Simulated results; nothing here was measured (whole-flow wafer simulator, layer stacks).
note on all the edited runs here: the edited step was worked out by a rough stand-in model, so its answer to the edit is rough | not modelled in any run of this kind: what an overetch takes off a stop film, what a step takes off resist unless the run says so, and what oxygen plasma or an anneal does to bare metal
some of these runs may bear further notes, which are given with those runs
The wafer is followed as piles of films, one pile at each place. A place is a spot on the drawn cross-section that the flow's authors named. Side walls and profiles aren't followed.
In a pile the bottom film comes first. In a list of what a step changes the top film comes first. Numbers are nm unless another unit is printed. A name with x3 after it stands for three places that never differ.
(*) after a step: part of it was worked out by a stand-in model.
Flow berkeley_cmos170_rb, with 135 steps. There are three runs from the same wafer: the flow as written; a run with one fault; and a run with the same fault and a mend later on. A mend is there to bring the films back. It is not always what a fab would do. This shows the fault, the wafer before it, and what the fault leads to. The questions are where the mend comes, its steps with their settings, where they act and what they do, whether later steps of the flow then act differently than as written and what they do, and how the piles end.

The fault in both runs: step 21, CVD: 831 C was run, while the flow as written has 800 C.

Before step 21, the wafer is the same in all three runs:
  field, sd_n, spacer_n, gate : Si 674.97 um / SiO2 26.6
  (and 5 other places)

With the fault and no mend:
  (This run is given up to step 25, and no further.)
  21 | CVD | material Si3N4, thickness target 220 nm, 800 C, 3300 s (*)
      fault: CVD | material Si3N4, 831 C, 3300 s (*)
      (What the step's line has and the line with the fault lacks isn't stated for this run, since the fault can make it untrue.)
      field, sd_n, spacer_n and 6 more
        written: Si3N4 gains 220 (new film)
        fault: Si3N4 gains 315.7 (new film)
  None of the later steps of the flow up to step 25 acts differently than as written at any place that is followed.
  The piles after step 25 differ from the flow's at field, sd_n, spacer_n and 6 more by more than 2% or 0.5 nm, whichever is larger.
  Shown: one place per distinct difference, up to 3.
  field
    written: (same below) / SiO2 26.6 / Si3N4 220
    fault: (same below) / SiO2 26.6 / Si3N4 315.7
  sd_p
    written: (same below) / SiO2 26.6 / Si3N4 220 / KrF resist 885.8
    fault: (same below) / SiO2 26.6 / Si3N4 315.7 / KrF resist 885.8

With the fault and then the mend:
  The mend follows step 21.
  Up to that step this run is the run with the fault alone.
  21a | ETCH | chemistry h3po4, depth target 95.66 nm (the flow's step 16 again, with other settings)
      field, sd_n, spacer_n and 6 more
        Si3N4 loses 95.7
  None of the later steps of the flow acts differently than as written at any place that is followed.
  The piles end the same as the flow's at every place that both follow.
